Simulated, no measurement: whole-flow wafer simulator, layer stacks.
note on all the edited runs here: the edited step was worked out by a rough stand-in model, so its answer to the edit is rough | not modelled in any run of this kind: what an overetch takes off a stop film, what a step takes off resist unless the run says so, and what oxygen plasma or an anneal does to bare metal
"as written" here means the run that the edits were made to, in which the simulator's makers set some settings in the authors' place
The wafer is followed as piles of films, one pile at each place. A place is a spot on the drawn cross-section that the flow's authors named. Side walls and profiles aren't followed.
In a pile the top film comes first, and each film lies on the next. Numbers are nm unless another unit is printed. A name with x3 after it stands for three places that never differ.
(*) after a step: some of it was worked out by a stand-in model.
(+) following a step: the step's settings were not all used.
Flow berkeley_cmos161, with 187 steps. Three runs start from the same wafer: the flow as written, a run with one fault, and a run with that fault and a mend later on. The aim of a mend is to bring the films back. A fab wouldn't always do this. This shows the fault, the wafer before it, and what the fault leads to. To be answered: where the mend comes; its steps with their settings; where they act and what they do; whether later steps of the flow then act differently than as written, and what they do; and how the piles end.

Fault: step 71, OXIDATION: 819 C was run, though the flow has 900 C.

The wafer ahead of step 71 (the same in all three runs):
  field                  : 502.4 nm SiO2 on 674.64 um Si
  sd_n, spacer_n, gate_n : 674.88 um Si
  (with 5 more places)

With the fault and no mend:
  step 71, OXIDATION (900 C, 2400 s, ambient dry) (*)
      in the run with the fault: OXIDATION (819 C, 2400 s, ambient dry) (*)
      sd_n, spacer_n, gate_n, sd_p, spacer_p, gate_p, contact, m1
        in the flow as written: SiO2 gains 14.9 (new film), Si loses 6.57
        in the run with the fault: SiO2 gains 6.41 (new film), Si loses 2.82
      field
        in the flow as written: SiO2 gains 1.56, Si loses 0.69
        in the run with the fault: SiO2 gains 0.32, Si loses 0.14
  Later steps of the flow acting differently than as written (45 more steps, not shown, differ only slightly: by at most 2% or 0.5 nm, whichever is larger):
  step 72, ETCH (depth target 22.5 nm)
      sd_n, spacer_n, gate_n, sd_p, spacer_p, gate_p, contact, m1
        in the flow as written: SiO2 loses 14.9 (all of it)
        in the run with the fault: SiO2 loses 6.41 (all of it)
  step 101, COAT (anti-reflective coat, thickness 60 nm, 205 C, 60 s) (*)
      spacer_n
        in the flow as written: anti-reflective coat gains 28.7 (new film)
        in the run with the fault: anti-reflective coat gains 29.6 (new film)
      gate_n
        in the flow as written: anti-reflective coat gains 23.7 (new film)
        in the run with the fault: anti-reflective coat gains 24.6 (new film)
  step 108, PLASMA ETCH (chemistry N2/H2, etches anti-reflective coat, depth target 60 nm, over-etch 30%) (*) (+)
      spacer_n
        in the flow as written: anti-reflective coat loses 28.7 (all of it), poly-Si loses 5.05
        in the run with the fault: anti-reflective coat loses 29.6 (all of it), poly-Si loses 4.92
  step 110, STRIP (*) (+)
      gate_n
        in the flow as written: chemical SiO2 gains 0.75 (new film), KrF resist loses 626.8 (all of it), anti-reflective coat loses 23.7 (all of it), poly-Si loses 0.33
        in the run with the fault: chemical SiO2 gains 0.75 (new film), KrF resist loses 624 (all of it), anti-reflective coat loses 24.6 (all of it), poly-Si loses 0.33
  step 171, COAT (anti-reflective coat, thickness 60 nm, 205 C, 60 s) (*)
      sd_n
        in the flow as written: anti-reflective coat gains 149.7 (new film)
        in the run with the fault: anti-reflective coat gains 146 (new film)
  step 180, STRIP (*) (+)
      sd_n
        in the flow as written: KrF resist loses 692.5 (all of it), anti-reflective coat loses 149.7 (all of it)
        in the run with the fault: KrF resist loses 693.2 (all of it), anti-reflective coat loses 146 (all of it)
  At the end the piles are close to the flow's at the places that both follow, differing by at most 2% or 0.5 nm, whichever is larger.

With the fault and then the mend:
  The mend follows step 71.
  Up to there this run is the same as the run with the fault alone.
  step 71a, OXIDATION (900 C, 1867 s, ambient dry) (*) (a further turn of the flow's step 71, with different settings)
      sd_n, spacer_n, gate_n, sd_p, spacer_p, gate_p, contact, m1
        SiO2 gains 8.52, Si loses 3.75
      field
        SiO2 gains 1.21, Si loses 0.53
  Later steps of the flow that are run all act as written at every place that is followed, up to a difference of at most 2% or 0.5 nm, whichever is larger.
  At every place that both follow, the piles at the end match the flow's.
